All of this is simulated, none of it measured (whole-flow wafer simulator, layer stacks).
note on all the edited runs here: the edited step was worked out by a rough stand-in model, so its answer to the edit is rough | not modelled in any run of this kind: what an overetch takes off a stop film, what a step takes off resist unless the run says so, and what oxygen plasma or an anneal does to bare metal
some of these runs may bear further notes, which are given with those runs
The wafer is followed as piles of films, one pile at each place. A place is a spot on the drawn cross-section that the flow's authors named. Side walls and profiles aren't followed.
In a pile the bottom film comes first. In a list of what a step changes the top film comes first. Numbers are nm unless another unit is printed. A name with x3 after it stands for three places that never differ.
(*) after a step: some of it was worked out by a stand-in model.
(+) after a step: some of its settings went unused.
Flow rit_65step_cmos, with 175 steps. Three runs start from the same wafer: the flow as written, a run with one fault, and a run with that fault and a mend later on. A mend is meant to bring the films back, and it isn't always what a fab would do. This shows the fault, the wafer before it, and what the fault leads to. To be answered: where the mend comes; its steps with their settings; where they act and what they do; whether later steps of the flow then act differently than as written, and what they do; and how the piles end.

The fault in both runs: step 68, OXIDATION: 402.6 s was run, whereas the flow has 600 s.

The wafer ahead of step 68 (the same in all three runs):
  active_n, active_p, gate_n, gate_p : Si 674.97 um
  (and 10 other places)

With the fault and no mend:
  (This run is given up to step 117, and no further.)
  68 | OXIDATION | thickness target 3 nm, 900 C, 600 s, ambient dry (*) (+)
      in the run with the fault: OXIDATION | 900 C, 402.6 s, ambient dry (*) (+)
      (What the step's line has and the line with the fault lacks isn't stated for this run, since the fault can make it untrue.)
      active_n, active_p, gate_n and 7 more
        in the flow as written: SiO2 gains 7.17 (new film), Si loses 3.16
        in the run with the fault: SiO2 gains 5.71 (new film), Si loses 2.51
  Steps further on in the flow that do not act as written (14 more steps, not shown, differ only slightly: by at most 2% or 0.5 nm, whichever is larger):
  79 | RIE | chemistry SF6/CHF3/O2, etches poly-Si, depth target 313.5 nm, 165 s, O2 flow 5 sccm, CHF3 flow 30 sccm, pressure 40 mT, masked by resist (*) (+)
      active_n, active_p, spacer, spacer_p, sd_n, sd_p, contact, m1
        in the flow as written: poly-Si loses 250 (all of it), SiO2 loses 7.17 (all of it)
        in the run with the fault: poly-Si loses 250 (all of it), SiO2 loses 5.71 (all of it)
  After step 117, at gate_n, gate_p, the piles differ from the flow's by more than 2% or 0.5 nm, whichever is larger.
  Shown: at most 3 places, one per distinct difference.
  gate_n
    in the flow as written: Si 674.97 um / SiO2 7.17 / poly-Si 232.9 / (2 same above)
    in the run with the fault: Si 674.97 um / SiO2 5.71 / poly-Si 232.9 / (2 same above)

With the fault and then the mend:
  The mend follows step 69.
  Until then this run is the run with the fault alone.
  69a | OXIDATION | 900 C, 197.4 s, ambient dry (*) (+) (the flow's step 68, run once more with other settings)
      active_n, active_p, gate_n and 7 more
        SiO2 gains 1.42, Si loses 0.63
  Later steps of the flow that are run all act as written at every place that is followed, up to a difference of at most 2% or 0.5 nm, whichever is larger.
  The piles end only slightly different from the flow's at the places that both follow, by no more than 2% or 0.5 nm, whichever is larger.
